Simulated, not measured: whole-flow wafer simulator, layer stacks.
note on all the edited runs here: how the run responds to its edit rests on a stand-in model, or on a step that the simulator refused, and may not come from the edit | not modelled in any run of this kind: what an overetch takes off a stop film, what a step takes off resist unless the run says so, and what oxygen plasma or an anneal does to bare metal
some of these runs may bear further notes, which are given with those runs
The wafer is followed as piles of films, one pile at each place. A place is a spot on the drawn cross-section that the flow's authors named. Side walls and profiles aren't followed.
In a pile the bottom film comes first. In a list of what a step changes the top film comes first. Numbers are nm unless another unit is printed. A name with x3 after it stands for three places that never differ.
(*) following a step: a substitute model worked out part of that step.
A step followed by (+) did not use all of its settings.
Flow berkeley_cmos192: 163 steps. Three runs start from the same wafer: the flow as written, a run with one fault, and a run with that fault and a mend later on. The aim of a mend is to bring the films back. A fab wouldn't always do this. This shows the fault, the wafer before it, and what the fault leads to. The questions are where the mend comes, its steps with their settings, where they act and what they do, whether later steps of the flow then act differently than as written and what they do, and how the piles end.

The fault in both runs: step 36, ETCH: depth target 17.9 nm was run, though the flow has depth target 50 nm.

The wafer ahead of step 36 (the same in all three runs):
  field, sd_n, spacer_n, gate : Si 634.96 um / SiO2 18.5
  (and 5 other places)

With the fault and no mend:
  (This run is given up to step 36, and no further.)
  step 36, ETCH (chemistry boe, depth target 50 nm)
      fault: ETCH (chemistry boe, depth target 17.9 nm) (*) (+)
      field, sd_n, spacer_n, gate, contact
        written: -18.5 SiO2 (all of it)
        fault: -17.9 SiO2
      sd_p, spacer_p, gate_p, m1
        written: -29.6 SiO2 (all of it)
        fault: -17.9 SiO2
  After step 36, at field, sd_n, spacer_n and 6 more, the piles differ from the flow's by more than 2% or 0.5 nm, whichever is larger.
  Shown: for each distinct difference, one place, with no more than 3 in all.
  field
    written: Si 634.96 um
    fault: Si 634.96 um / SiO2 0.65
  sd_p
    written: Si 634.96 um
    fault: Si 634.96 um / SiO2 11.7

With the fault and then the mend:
  The mend follows step 36.
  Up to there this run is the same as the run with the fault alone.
  step 36a, ETCH (chemistry boe, depth target 32 nm) (the flow's step 36 again, with other settings)
      field, sd_n, spacer_n, gate, contact
        -0.65 SiO2 (all of it)
      sd_p, spacer_p, gate_p, m1
        -11.7 SiO2 (all of it)
  Later steps of the flow that are run all act as written at every place that is followed.
  At every place that both follow, the piles at the end match the flow's.
